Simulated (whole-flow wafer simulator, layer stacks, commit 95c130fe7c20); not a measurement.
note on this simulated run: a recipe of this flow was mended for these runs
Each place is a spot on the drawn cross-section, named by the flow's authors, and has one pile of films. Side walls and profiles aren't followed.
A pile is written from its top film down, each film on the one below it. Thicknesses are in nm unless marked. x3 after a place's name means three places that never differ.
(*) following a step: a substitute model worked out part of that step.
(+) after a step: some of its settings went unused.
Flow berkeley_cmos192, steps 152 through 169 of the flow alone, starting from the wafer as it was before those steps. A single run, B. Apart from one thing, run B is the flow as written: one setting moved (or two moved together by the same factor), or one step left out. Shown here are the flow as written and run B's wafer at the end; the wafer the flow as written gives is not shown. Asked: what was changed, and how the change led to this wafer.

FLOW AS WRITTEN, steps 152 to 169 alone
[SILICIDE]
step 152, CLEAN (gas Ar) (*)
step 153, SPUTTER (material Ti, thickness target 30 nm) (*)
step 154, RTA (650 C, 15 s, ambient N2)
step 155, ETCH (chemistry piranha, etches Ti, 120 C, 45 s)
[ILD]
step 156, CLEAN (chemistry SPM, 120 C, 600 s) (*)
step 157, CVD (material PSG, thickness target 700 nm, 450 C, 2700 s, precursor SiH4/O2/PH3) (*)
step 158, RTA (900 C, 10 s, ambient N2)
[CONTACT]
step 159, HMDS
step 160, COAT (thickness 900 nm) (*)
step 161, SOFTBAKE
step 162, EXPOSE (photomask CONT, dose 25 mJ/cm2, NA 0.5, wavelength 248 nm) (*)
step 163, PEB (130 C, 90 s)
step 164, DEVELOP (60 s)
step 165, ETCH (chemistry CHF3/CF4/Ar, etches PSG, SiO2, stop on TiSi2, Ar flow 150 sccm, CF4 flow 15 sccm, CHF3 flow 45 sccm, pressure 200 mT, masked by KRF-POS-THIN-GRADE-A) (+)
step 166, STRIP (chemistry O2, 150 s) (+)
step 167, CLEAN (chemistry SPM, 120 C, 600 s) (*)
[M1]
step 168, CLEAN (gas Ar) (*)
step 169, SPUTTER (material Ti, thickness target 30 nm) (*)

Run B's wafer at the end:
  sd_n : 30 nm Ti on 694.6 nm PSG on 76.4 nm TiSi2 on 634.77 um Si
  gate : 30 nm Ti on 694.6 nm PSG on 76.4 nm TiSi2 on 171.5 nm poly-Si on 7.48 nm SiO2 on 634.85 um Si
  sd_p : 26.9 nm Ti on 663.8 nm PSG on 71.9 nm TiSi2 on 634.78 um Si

The reason: step 153, SPUTTER: thickness target 41 nm was run, though the flow has thickness target 30 nm; step 155, ETCH: 61 s was run, where the flow has 45 s.

The path from the change to this, step by step:
  step 153, SPUTTER (material Ti, thickness target 30 nm) (*)
      field, sd_n, spacer_n, gate, spacer_p, gate_p, contact, m1: +41 Ti (new film) (as written it would have been: +30 Ti (new film))
      sd_p: +38.6 Ti (new film) (as written it would have been: +28.2 Ti (new film))
  step 154, RTA (650 C, 15 s, ambient N2)
      sd_n, contact, m1: -32 Ti, +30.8 TiSi first (new film), +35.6 TiSi2 C49 (new film), -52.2 Si (as written it would have been: -23.4 Ti, +6.2 TiSi first (new film), +50.3 TiSi2 C49 (new film), -49 Si)
      gate, gate_p: -32 Ti, +30.8 TiSi first (new film), +35.6 TiSi2 C49 (new film), -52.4 poly-Si (as written it would have been: -23.4 Ti, +6.2 TiSi first (new film), +50.3 TiSi2 C49 (new film), -49.2 poly-Si)
      (also at 1 further place)
  step 155, ETCH (chemistry piranha, etches Ti, 120 C, 45 s)
      sd_n, gate, gate_p, contact, m1: -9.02 Ti (all of it), -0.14 TiSi first (as written it would have been: -6.6 Ti (all of it), -0.1 TiSi first)
      field, spacer_n, spacer_p: -41 Ti (all of it) (as written it would have been: -30 Ti (all of it))
      (also at 1 further place)
  step 158, RTA (900 C, 10 s, ambient N2)
      sd_n, contact, m1: under 1 film: +76.4 TiSi2 (new film), -30.6 TiSi first (all of it), -35.6 TiSi2 C49 (all of it), -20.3 Si (as written it would have been: under 1 film: +55.9 TiSi2 (new film), -6.09 TiSi first (all of it), -50.3 TiSi2 C49 (all of it), -4.05 Si)
      gate, gate_p: under 1 film: +76.4 TiSi2 (new film), -30.6 TiSi first (all of it), -35.6 TiSi2 C49 (all of it), -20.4 poly-Si (as written it would have been: under 1 film: +55.9 TiSi2 (new film), -6.09 TiSi first (all of it), -50.3 TiSi2 C49 (all of it), -4.06 poly-Si)
      (also at 1 further place)
